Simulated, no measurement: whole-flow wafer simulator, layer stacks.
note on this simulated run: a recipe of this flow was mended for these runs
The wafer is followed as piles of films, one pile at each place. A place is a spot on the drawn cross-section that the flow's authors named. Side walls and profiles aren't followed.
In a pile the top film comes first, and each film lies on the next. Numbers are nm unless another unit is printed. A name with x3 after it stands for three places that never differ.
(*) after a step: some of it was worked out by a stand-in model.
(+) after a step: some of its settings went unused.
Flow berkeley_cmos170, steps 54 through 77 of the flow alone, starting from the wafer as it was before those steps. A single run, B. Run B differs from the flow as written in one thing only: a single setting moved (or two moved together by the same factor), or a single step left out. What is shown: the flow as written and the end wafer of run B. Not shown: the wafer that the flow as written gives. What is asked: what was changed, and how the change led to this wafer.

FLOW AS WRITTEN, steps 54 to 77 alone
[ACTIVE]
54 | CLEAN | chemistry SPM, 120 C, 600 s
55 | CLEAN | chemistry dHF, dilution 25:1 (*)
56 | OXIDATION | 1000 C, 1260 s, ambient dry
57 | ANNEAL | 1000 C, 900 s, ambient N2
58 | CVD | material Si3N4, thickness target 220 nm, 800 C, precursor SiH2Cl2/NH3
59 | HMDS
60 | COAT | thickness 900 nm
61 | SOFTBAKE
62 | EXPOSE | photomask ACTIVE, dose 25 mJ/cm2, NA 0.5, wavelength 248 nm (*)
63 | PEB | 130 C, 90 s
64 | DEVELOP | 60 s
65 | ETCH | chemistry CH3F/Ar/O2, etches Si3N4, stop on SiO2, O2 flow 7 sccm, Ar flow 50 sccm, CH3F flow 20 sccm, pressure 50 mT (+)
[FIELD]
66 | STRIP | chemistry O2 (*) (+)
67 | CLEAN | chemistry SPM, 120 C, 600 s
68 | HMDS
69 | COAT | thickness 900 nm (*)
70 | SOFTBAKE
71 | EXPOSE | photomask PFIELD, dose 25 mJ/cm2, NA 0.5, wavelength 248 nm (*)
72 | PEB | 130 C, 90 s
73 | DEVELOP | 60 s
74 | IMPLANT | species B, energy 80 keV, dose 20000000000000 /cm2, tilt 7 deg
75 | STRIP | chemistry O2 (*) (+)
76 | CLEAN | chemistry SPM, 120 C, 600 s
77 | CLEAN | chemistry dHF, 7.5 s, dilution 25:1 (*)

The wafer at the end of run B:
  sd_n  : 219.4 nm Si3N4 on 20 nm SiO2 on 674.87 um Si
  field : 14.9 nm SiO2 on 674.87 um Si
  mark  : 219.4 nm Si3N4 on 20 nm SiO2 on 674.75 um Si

What caused this: step 56, OXIDATION: 970 C was run, while the flow as written has 1000 C.

The path from the change to this, step by step:
  56 | OXIDATION | 1000 C, 1260 s, ambient dry
      field, mark, sd_n and 10 more: +20 SiO2 (new film), -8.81 Si (as written it would have been: +26.6 SiO2 (new film), -11.7 Si)
